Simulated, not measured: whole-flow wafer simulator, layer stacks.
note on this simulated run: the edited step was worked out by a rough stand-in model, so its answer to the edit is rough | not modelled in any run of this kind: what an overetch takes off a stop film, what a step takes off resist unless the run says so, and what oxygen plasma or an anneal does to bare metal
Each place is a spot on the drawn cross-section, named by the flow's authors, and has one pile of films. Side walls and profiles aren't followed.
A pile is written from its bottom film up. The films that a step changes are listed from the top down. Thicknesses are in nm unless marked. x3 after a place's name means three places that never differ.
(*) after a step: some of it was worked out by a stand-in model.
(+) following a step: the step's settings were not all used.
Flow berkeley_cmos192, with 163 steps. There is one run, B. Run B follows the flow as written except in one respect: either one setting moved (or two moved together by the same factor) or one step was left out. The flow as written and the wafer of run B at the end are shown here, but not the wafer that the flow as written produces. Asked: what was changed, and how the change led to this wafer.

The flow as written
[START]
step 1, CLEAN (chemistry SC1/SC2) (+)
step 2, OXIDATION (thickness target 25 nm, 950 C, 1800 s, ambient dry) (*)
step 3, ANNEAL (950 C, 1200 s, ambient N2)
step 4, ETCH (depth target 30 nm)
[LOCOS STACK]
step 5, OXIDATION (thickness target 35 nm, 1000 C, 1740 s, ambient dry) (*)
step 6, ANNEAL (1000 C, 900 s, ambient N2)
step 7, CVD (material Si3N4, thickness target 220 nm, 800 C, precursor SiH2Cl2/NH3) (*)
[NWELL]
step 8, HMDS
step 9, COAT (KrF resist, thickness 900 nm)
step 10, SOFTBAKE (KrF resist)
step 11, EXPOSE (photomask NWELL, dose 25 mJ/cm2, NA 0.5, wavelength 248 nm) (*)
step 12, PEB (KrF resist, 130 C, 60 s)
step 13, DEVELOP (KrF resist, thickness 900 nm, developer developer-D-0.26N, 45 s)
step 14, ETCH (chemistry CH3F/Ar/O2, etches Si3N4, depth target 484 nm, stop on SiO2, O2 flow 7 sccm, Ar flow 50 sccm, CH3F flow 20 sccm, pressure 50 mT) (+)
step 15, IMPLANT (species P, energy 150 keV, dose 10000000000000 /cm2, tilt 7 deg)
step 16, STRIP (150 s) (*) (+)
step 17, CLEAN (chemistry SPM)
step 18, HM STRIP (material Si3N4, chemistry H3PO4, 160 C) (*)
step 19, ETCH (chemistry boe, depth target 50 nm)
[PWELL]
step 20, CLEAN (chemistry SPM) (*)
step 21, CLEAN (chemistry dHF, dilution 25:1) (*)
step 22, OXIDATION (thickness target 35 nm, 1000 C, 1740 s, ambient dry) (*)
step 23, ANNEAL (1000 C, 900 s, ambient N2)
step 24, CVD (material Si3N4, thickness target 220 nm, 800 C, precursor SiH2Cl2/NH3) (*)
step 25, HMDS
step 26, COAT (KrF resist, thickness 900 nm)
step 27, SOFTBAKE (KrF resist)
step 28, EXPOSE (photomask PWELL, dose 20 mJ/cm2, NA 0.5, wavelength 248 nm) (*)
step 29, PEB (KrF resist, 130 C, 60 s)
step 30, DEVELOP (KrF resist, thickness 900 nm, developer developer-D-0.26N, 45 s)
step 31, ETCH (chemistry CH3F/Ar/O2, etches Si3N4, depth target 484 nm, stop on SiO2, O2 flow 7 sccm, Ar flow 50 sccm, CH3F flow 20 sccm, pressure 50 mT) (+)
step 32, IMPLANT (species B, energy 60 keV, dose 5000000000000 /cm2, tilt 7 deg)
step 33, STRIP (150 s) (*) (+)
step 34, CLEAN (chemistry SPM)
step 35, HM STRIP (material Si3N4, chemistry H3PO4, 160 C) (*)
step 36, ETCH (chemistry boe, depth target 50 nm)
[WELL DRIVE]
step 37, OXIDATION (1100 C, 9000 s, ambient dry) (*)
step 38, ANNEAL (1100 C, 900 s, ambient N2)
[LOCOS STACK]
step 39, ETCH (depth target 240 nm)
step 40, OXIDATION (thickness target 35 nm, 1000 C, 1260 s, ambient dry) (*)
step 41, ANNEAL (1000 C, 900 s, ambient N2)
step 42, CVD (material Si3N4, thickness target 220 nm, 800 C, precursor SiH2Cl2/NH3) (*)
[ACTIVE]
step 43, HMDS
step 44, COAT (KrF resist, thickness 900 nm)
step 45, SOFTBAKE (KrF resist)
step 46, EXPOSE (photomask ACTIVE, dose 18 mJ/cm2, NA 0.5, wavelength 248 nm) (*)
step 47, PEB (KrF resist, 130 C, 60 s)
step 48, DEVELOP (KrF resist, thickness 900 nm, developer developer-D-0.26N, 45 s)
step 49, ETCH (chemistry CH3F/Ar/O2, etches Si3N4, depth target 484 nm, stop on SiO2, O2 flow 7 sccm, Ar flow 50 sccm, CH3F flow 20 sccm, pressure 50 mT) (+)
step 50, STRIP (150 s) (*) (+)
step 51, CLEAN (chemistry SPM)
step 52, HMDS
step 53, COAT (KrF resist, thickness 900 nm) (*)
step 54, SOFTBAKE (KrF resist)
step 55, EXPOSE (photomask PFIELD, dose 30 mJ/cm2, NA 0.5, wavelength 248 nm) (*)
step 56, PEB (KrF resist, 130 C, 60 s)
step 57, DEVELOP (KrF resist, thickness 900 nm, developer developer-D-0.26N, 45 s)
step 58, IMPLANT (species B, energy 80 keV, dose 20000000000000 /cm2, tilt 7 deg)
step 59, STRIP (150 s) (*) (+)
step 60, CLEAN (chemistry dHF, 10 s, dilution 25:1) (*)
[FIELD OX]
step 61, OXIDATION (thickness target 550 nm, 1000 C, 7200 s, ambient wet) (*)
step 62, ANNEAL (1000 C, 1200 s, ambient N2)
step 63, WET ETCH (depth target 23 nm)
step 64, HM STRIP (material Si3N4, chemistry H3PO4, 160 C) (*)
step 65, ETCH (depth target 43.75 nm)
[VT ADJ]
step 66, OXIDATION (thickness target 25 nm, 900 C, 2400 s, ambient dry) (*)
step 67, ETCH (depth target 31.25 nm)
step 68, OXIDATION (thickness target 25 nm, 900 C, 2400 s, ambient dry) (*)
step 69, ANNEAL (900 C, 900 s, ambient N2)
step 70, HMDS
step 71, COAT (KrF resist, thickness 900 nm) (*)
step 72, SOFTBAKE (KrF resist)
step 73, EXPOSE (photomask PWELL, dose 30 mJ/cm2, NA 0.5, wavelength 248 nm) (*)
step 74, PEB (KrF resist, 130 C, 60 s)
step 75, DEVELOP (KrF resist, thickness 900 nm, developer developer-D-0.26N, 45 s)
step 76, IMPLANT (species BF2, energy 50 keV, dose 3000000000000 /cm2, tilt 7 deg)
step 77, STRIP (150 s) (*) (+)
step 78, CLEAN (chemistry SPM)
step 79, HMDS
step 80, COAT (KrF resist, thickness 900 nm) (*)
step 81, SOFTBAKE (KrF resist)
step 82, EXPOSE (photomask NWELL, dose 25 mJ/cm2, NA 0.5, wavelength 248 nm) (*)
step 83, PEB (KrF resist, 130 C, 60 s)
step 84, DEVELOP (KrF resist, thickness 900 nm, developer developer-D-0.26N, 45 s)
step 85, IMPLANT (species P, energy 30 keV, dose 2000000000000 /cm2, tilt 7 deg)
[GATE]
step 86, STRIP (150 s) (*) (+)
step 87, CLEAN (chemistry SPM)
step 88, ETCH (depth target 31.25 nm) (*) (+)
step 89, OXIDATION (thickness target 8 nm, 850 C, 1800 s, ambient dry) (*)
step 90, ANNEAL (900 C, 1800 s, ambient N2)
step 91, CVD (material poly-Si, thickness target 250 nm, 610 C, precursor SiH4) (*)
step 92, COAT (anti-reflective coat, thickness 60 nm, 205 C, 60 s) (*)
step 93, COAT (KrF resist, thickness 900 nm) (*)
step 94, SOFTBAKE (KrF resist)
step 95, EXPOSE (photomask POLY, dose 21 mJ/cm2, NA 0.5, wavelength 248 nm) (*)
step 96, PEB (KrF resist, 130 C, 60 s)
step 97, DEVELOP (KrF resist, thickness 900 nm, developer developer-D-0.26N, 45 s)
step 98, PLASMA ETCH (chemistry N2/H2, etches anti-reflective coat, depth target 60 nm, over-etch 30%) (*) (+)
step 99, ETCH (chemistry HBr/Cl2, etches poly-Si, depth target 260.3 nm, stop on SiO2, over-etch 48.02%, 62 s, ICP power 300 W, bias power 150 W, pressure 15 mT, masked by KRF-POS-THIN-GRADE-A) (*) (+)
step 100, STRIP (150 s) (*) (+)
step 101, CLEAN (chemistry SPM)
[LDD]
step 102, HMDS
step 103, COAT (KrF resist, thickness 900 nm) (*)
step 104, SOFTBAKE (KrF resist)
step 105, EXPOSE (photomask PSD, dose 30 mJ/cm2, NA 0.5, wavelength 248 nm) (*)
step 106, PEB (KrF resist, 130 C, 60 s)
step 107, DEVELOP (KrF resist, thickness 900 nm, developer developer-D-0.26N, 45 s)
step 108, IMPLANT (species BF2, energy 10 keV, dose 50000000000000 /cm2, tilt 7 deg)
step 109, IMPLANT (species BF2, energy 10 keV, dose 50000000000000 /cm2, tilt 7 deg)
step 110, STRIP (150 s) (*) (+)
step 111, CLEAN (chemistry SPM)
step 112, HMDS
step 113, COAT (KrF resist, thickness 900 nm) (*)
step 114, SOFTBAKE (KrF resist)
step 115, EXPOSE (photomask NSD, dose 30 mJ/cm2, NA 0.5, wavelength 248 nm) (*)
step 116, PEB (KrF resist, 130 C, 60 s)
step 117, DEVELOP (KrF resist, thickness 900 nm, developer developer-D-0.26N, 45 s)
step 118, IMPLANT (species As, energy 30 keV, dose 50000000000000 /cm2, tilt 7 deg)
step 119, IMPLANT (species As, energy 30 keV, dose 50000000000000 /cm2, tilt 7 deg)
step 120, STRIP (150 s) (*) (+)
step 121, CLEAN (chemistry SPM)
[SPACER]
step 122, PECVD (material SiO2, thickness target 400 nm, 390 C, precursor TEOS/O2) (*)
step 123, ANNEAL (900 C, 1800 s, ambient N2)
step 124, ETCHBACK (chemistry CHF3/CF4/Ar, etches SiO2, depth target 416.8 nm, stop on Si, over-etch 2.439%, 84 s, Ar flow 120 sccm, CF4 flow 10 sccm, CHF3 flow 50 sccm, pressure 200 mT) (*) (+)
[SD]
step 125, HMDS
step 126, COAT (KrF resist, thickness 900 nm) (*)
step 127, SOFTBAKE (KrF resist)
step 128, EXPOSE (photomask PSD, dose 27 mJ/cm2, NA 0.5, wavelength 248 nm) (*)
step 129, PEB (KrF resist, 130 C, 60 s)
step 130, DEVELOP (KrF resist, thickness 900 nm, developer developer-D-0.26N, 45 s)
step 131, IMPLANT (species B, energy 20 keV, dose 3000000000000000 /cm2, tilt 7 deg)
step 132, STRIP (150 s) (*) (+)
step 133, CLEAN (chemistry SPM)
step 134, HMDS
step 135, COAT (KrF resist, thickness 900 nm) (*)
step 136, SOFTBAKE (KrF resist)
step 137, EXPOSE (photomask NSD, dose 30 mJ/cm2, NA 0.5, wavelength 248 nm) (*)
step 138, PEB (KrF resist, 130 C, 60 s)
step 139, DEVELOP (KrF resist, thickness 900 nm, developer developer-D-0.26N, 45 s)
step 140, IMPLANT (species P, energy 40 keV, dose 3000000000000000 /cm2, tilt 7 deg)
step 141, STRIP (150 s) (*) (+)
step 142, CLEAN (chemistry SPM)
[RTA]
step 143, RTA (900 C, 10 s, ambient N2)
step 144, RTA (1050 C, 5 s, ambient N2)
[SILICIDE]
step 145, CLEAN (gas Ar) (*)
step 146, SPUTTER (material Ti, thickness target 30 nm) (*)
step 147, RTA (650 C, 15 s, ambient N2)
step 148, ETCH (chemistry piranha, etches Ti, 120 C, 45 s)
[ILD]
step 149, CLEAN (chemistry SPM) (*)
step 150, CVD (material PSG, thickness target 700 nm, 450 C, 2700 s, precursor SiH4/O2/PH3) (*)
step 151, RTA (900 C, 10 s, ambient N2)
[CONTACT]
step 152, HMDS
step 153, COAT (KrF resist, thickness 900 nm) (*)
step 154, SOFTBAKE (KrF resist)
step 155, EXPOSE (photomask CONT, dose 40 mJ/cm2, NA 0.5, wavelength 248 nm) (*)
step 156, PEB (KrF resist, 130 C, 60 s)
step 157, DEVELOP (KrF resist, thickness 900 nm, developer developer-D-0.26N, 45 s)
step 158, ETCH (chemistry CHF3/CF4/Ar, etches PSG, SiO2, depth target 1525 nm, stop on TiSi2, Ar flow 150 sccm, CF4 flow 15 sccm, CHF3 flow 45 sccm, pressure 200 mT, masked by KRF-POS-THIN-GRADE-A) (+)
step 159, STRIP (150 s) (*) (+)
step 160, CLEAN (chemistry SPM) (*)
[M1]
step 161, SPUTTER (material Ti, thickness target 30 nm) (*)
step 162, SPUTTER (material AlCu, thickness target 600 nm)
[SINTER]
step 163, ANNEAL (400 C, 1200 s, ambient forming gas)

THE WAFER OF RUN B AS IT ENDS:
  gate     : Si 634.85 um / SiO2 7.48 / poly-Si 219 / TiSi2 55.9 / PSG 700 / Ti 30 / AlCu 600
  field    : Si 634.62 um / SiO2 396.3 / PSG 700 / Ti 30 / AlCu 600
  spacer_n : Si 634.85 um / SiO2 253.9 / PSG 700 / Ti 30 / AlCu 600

The reason: step 91, CVD: thickness target 278 nm was run, though the flow has thickness target 250 nm.

How this came from the change, step by step:
  step 91, CVD (material poly-Si, thickness target 250 nm, 610 C, precursor SiH4) (*)
      field, sd_n, spacer_n and 6 more: +278 poly-Si (new film) (as written it would have been: +250 poly-Si (new film))
  step 99, ETCH (chemistry HBr/Cl2, etches poly-Si, depth target 260.3 nm, stop on SiO2, over-etch 48.02%, 62 s, ICP power 300 W, bias power 150 W, pressure 15 mT, masked by KRF-POS-THIN-GRADE-A) (*) (+)
      spacer_n, spacer_p: -273.7 poly-Si (all of it), -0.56 SiO2 (as written it would have been: -245.8 poly-Si (all of it), -1.74 SiO2)
      field: -273.8 poly-Si (all of it), -0.56 SiO2 (as written it would have been: -245.8 poly-Si (all of it), -1.74 SiO2)
      (as well as at 4 more places)
  step 103, COAT (KrF resist, thickness 900 nm) (*)
      gate: +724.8 KrF resist (new film) (as written it would have been: +748 KrF resist (new film))
      gate_p: +720.9 KrF resist (new film) (as written it would have been: +744.1 KrF resist (new film))
  step 107, DEVELOP (KrF resist, thickness 900 nm, developer developer-D-0.26N, 45 s)
      gate_p: -719.8 KrF resist (all of it) (as written it would have been: -742.9 KrF resist (all of it))
  step 110, STRIP (150 s) (*) (+)
      gate: -709.5 KrF resist (all of it), +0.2 chemical SiO2, -0.09 poly-Si (as written it would have been: -732.7 KrF resist (all of it), +0.2 chemical SiO2, -0.09 poly-Si)
  step 113, COAT (KrF resist, thickness 900 nm) (*)
      gate: +724.8 KrF resist (new film) (as written it would have been: +747.9 KrF resist (new film))
      gate_p: +720.8 KrF resist (new film) (as written it would have been: +743.9 KrF resist (new film))
  step 117, DEVELOP (KrF resist, thickness 900 nm, developer developer-D-0.26N, 45 s)
      gate: -723.7 KrF resist (all of it) (as written it would have been: -746.8 KrF resist (all of it))
  step 120, STRIP (150 s) (*) (+)
      gate_p: -705.5 KrF resist (all of it), +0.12 chemical SiO2, -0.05 poly-Si (as written it would have been: -728.6 KrF resist (all of it), +0.12 chemical SiO2, -0.05 poly-Si)
  step 124, ETCHBACK (chemistry CHF3/CF4/Ar, etches SiO2, depth target 416.8 nm, stop on Si, over-etch 2.439%, 84 s, Ar flow 120 sccm, CF4 flow 10 sccm, CHF3 flow 50 sccm, pressure 200 mT) (*) (+)
      spacer_n: -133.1 SiO2 (as written it would have been: -160 SiO2)
      spacer_p: -133.1 SiO2 (as written it would have been: -159.9 SiO2)
  step 126, COAT (KrF resist, thickness 900 nm) (*)
      spacer_n: +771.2 KrF resist (new film) (as written it would have been: +791.6 KrF resist (new film))
      gate: +751.5 KrF resist (new film) (as written it would have been: +771.5 KrF resist (new film))
      (as well as at 2 more places)
  step 130, DEVELOP (KrF resist, thickness 900 nm, developer developer-D-0.26N, 45 s)
      spacer_p: -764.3 KrF resist (all of it) (as written it would have been: -784.6 KrF resist (all of it))
      gate_p: -744.5 KrF resist (all of it) (as written it would have been: -764.3 KrF resist (all of it))
  step 132, STRIP (150 s) (*) (+)
      spacer_n: -755.8 KrF resist (all of it) (as written it would have been: -776.1 KrF resist (all of it))
      gate: +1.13 chemical SiO2 (new film), -736.2 KrF resist (all of it), -0.5 poly-Si (as written it would have been: +1.13 chemical SiO2 (new film), -756.1 KrF resist (all of it), -0.5 poly-Si)
  step 135, COAT (KrF resist, thickness 900 nm) (*)
      spacer_n: +771.5 KrF resist (new film) (as written it would have been: +791.1 KrF resist (new film))
      gate: +751.2 KrF resist (new film) (as written it would have been: +770.3 KrF resist (new film))
      (as well as at 2 more places)
  step 139, DEVELOP (KrF resist, thickness 900 nm, developer developer-D-0.26N, 45 s)
      spacer_n: -770.3 KrF resist (all of it) (as written it would have been: -789.9 KrF resist (all of it))
      gate: -750 KrF resist (all of it) (as written it would have been: -769.1 KrF resist (all of it))
  step 141, STRIP (150 s) (*) (+)
      spacer_p: -750.4 KrF resist (all of it) (as written it would have been: -770.2 KrF resist (all of it))
      gate_p: -729.9 KrF resist (all of it), +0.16 chemical SiO2 (as written it would have been: -749.1 KrF resist (all of it), +0.16 chemical SiO2)
  step 159, STRIP (150 s) (*) (+)
      spacer_n: -605.4 KrF resist (all of it) (as written it would have been: -620.3 KrF resist (all of it))
      gate: -587 KrF resist (all of it) (as written it would have been: -600.1 KrF resist (all of it))
      (as well as at 2 more places)
